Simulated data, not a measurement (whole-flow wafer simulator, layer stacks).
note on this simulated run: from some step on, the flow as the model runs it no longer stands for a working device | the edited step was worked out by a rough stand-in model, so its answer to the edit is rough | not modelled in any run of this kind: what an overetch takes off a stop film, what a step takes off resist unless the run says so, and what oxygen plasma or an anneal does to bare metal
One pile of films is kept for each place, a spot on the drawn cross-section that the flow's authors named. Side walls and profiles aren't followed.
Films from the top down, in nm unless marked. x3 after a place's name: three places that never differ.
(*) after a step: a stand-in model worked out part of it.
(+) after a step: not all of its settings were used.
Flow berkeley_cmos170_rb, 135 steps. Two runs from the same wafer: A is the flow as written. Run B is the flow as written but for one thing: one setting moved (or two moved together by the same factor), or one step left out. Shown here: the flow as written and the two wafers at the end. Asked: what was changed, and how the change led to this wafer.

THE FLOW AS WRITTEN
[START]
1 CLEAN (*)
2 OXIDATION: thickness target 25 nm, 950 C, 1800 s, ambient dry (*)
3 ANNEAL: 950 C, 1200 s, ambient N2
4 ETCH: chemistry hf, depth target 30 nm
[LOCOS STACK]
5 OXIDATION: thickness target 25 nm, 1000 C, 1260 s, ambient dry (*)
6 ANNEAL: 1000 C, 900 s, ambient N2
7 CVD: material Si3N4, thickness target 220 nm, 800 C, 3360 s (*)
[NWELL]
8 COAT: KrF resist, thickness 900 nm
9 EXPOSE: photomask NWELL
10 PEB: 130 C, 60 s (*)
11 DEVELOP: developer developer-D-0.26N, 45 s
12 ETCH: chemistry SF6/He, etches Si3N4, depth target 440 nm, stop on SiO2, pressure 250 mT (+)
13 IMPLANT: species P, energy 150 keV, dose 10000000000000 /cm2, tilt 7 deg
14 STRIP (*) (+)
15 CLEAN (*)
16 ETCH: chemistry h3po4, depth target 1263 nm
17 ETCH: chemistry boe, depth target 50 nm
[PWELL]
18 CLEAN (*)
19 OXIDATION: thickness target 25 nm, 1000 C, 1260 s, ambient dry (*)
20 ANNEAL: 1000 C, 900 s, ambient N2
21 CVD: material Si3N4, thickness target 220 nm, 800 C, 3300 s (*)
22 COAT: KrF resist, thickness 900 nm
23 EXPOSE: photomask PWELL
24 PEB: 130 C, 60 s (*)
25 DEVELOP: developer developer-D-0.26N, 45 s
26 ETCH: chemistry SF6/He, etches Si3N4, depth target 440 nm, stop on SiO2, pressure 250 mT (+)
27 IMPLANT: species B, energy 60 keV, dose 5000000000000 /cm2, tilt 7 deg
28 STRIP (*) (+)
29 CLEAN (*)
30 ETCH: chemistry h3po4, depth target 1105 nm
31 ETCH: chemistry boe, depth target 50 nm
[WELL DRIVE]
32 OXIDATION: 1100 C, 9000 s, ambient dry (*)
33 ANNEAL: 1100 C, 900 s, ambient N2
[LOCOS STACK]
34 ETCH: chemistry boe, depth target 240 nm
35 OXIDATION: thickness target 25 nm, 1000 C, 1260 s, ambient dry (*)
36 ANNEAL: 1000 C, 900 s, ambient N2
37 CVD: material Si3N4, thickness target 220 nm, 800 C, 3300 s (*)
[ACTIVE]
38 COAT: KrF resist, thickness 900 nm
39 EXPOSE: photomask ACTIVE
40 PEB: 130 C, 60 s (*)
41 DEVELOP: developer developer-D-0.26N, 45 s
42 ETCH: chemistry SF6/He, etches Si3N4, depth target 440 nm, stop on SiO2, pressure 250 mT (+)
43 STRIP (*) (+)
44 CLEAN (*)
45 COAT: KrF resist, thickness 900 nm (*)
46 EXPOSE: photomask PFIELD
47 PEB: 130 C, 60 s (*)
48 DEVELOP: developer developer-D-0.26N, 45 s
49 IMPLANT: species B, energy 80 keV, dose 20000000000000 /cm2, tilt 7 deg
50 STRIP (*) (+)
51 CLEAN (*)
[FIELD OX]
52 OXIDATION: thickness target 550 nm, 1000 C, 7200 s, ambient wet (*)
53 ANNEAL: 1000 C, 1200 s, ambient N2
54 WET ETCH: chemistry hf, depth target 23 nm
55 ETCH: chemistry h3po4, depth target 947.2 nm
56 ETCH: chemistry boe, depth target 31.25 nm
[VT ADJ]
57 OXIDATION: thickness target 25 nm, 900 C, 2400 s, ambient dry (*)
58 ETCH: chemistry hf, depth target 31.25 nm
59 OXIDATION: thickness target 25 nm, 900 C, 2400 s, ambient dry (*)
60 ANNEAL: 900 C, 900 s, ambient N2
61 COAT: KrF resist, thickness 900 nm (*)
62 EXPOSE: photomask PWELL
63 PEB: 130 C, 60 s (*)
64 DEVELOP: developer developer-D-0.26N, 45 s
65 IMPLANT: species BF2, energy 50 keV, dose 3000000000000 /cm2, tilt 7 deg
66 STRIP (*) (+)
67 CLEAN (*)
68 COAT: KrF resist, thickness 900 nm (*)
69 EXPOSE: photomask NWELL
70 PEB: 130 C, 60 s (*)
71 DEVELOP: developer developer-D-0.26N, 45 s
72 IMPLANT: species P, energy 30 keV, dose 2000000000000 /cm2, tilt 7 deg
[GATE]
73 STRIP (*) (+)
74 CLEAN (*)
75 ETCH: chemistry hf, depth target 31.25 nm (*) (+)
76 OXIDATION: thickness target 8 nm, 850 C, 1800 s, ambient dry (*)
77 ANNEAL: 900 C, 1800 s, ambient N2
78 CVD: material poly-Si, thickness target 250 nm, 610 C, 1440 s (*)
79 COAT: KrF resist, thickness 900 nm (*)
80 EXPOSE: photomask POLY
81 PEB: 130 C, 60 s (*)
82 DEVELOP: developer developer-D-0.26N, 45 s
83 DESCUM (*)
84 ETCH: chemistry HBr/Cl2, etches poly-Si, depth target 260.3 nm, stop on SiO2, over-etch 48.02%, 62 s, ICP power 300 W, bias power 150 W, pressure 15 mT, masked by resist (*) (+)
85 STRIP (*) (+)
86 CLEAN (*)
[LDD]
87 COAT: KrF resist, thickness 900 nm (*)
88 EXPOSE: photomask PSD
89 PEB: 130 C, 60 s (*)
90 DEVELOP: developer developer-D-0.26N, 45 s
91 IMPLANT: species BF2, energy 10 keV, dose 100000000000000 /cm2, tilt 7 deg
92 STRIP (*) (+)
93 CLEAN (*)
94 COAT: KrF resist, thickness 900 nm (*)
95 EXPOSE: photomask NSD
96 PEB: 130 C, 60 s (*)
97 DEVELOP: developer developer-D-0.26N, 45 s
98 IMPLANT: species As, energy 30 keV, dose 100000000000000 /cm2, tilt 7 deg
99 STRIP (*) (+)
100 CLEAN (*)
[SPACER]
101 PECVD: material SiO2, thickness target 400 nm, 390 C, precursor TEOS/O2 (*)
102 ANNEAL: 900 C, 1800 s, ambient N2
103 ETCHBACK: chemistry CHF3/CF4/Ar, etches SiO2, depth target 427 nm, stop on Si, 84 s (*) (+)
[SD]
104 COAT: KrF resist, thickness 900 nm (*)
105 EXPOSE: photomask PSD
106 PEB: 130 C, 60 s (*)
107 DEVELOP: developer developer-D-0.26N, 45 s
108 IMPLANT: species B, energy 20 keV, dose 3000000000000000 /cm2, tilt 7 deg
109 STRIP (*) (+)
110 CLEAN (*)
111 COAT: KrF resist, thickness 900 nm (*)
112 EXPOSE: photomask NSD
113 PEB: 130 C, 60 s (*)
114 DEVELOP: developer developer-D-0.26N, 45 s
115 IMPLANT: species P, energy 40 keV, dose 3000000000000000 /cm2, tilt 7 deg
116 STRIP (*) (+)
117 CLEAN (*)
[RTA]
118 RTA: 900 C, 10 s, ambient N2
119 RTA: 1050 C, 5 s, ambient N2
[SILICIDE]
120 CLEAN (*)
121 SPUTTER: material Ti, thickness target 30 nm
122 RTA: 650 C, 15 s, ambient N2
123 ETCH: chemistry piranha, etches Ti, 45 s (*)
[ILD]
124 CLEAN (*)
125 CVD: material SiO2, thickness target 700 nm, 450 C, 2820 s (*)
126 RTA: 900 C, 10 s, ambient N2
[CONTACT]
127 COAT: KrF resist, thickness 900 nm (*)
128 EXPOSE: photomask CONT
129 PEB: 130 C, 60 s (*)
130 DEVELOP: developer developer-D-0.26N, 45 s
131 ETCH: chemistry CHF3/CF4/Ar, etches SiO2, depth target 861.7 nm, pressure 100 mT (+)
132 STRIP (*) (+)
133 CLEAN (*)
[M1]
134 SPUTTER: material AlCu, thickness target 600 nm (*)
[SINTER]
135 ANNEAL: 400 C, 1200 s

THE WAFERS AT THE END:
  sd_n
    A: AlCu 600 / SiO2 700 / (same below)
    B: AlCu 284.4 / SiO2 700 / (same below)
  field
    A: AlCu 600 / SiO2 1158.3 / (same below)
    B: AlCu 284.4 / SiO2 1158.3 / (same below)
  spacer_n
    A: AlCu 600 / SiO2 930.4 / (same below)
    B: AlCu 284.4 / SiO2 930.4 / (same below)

The cause: step 134, SPUTTER: thickness target 284.4 nm was run, where the flow has thickness target 600 nm.
It can be read off the wafer: sd_n has AlCu 284.4, and step 134 as written asks for 600 nm.

How the change led to this, step by step:
  134 SPUTTER: material AlCu, thickness target 600 nm (*)
      field, sd_n, spacer_n, gate, spacer_p, gate_p, m1: A AlCu +600 (new film) | B AlCu +284.4 (new film)
      sd_p: A AlCu +545.9 (new film) | B AlCu +253.3 (new film)
      (and at 1 more place)
